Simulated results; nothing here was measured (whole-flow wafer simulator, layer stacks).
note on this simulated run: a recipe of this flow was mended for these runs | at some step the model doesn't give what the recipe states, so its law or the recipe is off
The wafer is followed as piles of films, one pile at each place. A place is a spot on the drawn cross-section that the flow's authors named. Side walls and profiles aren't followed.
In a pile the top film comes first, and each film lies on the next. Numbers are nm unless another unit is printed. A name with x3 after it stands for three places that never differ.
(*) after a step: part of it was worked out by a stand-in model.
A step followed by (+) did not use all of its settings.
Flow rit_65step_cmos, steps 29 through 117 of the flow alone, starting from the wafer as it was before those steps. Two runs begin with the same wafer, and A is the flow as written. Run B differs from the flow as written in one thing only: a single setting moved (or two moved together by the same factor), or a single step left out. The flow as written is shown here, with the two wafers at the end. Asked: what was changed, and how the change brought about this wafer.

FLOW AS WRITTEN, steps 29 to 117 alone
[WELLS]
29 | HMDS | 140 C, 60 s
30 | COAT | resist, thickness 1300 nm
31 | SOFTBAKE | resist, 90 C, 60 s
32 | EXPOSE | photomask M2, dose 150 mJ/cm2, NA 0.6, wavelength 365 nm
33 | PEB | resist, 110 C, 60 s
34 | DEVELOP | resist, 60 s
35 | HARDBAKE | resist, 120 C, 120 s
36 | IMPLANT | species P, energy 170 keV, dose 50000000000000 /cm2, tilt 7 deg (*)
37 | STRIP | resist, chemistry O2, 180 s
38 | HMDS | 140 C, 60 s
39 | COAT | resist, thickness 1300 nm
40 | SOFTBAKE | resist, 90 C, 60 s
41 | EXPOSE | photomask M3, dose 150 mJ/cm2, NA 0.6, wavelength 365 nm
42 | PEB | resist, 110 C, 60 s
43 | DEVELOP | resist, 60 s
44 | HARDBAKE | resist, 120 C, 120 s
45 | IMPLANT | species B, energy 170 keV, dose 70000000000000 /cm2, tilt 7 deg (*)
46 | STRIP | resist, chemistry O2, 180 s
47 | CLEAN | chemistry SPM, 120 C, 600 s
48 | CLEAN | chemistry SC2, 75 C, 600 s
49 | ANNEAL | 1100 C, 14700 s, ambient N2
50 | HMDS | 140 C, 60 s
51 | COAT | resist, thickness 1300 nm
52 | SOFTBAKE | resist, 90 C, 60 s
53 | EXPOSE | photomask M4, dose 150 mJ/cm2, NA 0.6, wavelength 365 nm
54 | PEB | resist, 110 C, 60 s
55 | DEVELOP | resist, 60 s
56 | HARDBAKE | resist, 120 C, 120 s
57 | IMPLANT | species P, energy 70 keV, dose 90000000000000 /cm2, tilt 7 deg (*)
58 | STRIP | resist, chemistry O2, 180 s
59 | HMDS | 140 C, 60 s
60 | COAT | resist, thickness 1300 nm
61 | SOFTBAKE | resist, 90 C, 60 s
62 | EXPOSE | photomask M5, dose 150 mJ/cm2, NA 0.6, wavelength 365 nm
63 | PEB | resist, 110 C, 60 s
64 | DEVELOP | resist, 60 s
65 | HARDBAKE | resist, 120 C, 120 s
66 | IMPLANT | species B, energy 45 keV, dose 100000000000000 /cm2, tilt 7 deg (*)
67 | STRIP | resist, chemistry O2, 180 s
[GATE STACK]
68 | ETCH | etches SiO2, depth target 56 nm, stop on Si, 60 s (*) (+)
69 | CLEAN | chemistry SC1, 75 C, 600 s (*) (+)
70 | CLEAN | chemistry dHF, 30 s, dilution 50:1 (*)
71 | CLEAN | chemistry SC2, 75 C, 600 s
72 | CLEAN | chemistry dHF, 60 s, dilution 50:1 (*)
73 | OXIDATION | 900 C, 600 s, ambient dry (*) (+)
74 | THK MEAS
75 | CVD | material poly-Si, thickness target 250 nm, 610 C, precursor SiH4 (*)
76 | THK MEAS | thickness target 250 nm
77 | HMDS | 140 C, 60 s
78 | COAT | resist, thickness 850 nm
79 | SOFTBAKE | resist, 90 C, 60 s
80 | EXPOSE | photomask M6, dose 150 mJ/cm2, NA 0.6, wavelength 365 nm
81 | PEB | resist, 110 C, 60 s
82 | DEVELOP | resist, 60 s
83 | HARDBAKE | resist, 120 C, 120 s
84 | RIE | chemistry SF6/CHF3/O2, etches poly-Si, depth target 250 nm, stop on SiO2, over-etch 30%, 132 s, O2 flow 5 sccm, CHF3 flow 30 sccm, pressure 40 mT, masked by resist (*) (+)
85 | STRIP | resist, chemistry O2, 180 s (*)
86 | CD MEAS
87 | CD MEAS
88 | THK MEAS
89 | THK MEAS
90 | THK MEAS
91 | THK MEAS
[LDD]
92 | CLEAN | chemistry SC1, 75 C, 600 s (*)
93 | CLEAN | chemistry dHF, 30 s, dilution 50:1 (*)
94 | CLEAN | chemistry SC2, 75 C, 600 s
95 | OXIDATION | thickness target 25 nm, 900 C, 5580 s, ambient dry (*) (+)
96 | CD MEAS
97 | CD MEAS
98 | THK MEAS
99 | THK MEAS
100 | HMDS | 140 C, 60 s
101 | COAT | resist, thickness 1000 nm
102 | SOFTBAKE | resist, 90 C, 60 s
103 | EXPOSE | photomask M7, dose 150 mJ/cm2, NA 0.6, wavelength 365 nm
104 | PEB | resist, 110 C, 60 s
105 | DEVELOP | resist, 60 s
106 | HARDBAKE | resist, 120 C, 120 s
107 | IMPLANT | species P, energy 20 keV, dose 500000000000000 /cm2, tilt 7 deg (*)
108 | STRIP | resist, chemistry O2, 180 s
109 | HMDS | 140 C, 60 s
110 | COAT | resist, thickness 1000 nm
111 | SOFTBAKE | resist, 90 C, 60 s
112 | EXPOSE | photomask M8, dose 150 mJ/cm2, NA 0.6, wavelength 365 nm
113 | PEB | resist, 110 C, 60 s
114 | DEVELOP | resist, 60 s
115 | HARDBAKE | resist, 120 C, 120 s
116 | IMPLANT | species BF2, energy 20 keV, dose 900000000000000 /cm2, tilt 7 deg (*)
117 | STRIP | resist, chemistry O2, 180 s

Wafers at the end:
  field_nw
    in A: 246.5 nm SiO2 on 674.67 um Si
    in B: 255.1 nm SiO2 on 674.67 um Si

Cause: step 57, IMPLANT: species P, energy 70 keV, dose 90000000000000 /cm2, tilt 7 deg (*), was skipped.

The path from the change to this, step by step:
  70 | CLEAN | chemistry dHF, 30 s, dilution 50:1 (*)
      field_nw, field_p: A SiO2 loses 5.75 | B SiO2 loses 2.78
  72 | CLEAN | chemistry dHF, 60 s, dilution 50:1 (*)
      field_nw, field_p: A SiO2 loses 11.3 | B SiO2 loses 5.56
